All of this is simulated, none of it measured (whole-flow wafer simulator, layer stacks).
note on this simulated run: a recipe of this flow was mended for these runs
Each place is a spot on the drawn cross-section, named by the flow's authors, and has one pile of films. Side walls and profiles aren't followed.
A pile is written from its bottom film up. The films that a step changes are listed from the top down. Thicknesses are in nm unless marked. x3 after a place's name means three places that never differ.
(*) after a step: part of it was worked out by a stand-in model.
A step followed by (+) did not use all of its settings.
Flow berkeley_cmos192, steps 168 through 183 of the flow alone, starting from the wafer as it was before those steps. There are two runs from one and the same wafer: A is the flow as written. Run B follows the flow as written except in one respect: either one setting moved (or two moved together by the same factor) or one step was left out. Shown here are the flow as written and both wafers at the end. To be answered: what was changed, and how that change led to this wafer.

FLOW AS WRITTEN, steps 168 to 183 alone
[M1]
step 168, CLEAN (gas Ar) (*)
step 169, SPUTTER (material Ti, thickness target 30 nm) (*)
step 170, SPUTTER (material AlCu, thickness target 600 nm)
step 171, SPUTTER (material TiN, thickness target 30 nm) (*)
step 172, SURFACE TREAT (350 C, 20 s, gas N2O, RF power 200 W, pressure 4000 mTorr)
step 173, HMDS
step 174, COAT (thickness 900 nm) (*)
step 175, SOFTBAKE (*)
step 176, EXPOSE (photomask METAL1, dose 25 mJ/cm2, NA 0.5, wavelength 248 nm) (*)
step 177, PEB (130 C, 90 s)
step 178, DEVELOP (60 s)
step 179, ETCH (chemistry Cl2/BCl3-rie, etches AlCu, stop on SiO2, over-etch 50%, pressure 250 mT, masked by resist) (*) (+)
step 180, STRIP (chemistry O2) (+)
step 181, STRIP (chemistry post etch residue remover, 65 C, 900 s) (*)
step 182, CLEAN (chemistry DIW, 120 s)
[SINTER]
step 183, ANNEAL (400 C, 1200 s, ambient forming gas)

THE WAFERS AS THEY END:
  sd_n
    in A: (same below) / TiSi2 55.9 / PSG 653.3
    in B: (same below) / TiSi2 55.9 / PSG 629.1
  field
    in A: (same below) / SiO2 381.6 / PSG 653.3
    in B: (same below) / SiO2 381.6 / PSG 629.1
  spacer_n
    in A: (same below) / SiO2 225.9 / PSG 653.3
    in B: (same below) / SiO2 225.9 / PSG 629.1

Cause: step 179, ETCH: over-etch 79.4% was run, though the flow has over-etch 50%.

How this came from the change, step by step:
  step 179, ETCH (chemistry Cl2/BCl3-rie, etches AlCu, stop on SiO2, over-etch 50%, pressure 250 mT, masked by resist) (*) (+)
      field, sd_n, spacer_n, gate, spacer_p, gate_p: A TiN loses 30 (all of it), AlCu loses 600 (all of it), Ti loses 30 (all of it), PSG loses 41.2 | B TiN loses 30 (all of it), AlCu loses 600 (all of it), Ti loses 30 (all of it), PSG loses 65.5
      contact, m1: A KrF-resist loses 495 | B KrF-resist loses 592
      (also at 1 further place)
  step 180, STRIP (chemistry O2) (+)
      contact: A KrF-resist loses 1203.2 (all of it) | B KrF-resist loses 1106.2 (all of it)
      m1: A KrF-resist loses 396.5 (all of it) | B KrF-resist loses 299.5 (all of it)
